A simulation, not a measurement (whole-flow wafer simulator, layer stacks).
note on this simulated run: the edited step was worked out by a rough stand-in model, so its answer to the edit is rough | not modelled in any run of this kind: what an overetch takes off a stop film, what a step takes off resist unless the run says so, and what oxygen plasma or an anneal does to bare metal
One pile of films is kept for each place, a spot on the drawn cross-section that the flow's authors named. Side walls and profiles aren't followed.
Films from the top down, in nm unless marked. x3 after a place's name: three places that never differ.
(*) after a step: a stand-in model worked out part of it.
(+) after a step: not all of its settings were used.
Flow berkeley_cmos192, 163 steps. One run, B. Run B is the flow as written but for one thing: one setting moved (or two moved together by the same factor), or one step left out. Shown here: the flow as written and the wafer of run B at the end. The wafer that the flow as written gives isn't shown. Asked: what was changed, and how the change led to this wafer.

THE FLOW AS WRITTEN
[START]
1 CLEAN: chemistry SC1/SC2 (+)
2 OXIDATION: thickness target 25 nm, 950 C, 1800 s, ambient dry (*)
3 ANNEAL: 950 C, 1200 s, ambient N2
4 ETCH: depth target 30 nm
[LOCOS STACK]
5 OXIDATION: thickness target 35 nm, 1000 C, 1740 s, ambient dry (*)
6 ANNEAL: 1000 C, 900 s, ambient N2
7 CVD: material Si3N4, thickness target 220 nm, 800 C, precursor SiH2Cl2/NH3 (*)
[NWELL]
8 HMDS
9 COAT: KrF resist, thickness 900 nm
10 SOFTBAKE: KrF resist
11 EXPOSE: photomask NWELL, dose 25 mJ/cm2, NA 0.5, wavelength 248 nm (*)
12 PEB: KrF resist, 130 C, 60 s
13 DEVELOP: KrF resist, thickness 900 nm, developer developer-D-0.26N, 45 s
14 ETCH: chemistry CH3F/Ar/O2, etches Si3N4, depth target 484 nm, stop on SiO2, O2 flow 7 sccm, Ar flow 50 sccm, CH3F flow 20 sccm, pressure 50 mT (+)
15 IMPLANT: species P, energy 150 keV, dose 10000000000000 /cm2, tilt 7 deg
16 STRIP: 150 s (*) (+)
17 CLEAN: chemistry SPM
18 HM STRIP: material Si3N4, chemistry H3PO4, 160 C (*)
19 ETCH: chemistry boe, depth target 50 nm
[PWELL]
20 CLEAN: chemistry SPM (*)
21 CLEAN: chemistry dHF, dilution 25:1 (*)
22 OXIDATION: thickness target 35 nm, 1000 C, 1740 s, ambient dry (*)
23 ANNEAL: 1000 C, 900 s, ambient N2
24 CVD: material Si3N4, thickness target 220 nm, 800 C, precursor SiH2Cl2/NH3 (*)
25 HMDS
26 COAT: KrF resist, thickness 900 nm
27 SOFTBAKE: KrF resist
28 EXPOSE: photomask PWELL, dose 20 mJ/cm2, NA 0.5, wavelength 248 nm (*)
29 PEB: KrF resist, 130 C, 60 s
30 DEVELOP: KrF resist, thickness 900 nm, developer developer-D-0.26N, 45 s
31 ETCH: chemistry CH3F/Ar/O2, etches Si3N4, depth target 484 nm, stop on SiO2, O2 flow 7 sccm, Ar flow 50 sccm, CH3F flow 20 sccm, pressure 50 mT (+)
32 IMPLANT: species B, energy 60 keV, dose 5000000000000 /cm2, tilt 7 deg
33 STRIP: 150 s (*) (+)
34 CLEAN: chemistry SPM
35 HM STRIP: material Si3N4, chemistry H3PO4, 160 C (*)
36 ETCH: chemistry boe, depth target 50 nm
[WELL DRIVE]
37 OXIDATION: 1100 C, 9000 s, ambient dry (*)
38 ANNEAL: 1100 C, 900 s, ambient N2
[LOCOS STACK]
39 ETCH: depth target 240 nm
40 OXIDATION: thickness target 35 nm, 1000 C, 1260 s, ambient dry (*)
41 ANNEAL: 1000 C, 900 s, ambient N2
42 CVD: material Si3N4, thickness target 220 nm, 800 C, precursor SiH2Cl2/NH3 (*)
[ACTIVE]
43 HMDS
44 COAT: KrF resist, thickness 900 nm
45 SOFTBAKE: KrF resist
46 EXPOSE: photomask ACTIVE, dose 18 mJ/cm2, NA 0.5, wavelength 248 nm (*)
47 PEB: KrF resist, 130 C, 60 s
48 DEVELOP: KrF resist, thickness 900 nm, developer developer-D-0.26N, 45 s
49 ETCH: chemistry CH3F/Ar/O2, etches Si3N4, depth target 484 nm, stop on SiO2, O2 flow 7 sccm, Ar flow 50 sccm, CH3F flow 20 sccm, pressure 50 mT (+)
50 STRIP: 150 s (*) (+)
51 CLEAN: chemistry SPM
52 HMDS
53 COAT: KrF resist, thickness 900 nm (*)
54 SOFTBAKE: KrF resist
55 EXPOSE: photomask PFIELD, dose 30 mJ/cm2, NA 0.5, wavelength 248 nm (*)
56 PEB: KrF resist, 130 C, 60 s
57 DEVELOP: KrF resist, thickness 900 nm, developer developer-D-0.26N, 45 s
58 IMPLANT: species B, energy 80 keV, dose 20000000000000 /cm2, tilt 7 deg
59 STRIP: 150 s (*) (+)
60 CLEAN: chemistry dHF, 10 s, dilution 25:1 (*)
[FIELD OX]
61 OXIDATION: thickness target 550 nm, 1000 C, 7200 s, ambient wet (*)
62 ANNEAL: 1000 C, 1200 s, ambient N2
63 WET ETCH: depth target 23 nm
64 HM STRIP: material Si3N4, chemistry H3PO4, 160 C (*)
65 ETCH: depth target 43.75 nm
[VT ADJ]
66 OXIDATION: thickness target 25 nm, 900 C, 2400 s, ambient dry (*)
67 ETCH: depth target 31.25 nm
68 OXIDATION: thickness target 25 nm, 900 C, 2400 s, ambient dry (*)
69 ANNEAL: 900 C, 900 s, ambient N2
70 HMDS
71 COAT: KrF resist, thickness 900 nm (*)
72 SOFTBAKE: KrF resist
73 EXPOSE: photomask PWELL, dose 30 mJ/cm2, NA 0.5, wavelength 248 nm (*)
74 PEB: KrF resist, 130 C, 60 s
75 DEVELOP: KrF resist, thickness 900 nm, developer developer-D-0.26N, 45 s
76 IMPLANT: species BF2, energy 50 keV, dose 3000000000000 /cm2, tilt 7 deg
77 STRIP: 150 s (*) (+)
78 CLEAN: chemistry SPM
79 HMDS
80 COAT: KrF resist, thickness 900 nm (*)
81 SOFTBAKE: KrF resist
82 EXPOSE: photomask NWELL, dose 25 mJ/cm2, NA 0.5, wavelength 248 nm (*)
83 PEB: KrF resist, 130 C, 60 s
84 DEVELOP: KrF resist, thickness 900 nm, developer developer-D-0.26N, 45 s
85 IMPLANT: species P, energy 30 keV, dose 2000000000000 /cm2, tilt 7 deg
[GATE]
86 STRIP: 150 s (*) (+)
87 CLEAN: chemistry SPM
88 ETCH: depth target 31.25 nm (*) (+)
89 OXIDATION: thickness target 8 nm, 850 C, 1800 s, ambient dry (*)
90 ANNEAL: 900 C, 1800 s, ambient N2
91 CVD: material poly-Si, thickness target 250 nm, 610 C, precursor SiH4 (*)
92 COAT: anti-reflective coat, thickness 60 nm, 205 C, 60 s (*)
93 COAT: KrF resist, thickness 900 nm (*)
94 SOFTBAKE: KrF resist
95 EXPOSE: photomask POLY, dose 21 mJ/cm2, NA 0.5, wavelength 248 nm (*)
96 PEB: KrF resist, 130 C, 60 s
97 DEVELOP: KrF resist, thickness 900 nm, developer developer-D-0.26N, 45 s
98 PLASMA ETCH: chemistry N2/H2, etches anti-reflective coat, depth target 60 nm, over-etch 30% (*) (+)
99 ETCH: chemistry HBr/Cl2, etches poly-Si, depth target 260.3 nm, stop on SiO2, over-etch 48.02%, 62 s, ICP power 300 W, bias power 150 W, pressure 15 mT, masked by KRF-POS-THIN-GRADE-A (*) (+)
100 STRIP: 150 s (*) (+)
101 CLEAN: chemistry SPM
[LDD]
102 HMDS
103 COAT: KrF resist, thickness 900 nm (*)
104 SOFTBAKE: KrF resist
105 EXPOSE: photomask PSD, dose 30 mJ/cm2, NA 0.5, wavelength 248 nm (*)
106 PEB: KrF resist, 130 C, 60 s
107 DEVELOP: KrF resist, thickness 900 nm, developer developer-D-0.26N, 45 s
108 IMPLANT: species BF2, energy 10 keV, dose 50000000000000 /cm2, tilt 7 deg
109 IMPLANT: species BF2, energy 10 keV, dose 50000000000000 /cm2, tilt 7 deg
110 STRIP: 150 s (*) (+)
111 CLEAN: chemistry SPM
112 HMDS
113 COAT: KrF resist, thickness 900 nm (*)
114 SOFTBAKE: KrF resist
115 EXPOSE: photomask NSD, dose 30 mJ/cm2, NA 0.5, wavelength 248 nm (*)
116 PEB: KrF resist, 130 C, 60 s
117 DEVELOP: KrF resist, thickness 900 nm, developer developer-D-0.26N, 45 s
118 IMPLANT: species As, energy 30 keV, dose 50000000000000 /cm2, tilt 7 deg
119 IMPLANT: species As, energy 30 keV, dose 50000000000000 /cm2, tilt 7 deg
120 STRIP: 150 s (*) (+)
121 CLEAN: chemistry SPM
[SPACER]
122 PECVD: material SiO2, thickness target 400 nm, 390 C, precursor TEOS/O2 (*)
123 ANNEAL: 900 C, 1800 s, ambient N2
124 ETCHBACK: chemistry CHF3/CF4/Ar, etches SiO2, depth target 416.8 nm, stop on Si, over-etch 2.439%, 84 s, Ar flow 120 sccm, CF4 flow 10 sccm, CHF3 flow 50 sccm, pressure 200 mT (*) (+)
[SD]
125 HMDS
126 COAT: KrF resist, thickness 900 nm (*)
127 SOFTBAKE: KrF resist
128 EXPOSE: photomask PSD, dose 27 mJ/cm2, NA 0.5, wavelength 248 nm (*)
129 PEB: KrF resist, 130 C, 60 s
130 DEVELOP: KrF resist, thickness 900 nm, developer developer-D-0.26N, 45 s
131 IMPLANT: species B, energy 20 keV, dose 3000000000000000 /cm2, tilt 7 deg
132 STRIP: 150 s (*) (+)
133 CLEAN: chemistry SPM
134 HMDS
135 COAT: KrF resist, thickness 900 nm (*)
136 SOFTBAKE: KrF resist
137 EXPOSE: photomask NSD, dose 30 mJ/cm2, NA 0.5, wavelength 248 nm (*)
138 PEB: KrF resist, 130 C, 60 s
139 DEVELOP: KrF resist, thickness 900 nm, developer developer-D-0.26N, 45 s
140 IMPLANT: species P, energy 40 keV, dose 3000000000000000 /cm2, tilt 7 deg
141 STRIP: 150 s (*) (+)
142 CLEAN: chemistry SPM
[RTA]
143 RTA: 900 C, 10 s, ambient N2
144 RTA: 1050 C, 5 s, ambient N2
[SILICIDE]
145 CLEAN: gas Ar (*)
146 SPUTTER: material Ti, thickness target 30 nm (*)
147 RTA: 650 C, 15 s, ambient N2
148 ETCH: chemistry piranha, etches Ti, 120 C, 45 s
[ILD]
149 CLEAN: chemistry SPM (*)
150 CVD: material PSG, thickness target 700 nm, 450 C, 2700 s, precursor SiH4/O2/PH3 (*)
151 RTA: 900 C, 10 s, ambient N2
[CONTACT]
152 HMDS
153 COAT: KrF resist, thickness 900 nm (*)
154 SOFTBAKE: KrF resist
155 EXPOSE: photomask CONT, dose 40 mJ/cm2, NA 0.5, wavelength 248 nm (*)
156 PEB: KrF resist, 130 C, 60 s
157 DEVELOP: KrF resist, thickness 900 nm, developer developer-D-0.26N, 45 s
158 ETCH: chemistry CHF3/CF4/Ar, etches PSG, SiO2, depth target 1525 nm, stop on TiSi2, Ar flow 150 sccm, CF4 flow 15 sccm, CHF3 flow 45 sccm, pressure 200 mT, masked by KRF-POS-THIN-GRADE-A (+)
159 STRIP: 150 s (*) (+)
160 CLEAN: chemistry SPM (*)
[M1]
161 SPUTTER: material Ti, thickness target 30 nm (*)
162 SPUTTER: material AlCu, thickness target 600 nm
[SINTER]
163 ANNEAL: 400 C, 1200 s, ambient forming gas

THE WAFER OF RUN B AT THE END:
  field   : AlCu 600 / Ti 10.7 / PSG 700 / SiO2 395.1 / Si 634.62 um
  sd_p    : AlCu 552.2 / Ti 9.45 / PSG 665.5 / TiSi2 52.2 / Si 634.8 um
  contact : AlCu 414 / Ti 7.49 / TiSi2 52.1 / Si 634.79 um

The cause: step 161, SPUTTER: thickness target 10.65 nm was run, where the flow has thickness target 30 nm.
It can be read off the wafer: field has Ti 10.7, and step 161 as written asks for 30 nm.

How the change led to this, step by step:
  161 SPUTTER: material Ti, thickness target 30 nm (*)
      field, sd_n, spacer_n, gate, spacer_p, gate_p, m1: Ti +10.7 (new film) (as written it would be: Ti +30 (new film))
      sd_p: Ti +9.45 (new film) (as written it would be: Ti +26.6 (new film))
      (and at 1 more place)
